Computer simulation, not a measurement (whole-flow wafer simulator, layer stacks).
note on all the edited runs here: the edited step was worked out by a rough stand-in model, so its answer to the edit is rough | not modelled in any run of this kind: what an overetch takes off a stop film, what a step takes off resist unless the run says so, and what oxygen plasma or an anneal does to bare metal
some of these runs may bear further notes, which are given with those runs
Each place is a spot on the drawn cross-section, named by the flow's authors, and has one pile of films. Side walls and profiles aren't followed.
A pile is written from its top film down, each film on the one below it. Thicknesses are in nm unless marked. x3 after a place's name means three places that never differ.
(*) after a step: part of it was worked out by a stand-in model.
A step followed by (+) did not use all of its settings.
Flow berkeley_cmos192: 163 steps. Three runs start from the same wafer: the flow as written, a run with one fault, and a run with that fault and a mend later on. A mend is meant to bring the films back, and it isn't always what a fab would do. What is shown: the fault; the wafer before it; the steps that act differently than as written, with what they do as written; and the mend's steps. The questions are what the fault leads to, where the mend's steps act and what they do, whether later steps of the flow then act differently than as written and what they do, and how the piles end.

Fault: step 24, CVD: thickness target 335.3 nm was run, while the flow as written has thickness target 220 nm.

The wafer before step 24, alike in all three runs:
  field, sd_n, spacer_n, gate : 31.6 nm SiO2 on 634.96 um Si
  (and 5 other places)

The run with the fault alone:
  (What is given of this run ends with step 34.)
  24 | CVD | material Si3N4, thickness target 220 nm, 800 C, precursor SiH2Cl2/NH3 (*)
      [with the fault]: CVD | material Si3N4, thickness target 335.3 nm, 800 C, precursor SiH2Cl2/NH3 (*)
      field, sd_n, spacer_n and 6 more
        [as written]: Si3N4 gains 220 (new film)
        [with the fault]: Si3N4 gains 335.3 (new film)
  Steps further on in the flow that do not act as written:
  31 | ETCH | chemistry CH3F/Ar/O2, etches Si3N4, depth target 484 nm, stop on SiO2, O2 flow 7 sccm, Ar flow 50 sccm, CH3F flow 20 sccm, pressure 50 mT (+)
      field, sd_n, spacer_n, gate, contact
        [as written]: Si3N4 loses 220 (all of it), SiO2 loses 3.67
        [with the fault]: Si3N4 loses 335.3 (all of it), SiO2 loses 3.67
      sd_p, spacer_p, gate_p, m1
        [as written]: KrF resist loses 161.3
        [with the fault]: KrF resist loses 238.2
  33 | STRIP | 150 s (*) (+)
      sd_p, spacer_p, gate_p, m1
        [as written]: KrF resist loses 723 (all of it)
        [with the fault]: KrF resist loses 646.2 (all of it)
  Once step 34 is done, the piles at sd_p, spacer_p, gate_p, m1 depart from the flow's by more than 2% or 0.5 nm, whichever is larger.
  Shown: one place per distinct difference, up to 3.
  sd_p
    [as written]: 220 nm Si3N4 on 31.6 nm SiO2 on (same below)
    [with the fault]: 335.3 nm Si3N4 on 31.6 nm SiO2 on (same below)

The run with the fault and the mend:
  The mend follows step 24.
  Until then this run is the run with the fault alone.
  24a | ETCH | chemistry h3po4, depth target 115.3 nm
      field, sd_n, spacer_n and 6 more
        Si3N4 loses 115.3
  Every later step of the flow that is run acts as written at every place that is followed.
  The piles end the same as the flow's at every place that both follow.
